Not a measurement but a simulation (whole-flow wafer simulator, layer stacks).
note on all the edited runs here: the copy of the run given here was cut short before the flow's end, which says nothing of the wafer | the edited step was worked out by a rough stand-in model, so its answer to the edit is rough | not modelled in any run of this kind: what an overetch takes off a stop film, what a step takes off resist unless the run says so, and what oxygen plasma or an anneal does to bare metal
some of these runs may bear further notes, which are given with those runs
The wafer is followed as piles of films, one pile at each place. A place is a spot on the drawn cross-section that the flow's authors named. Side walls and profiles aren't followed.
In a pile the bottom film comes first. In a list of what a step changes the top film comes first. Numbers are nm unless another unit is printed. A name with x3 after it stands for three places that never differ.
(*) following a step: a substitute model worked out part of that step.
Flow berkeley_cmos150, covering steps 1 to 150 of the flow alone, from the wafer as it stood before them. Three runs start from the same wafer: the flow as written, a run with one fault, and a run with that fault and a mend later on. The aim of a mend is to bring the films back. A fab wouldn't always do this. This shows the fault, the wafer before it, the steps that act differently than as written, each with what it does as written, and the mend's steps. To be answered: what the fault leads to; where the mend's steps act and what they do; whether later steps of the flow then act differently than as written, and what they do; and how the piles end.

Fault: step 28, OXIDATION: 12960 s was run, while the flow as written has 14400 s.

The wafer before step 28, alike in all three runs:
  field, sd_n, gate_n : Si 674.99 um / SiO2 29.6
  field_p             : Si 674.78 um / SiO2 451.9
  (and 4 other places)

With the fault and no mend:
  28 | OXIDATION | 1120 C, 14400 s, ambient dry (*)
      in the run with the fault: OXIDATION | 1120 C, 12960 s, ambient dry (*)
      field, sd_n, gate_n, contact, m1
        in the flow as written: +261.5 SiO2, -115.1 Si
        in the run with the fault: +244.6 SiO2, -107.6 Si
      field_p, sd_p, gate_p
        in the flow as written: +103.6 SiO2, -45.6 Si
        in the run with the fault: +94 SiO2, -41.4 Si
  Later steps of the flow acting differently than as written (not shown: 40 more steps that differ only slightly, by at most 2% or 0.5 nm, whichever is larger):
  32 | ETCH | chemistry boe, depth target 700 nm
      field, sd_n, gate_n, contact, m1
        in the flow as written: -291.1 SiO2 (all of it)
        in the run with the fault: -274.2 SiO2 (all of it)
  The piles end only slightly different from the flow's at the places that both follow, by no more than 2% or 0.5 nm, whichever is larger.

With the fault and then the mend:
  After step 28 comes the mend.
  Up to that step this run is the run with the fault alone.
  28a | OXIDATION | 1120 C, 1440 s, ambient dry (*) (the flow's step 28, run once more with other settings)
      field, sd_n, gate_n, contact, m1
        +16.9 SiO2, -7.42 Si
      field_p, sd_p, gate_p
        +9.58 SiO2, -4.21 Si
  None of the later steps of the flow acts differently than as written at any place that is followed.
  At every place that both follow, the piles at the end match the flow's.
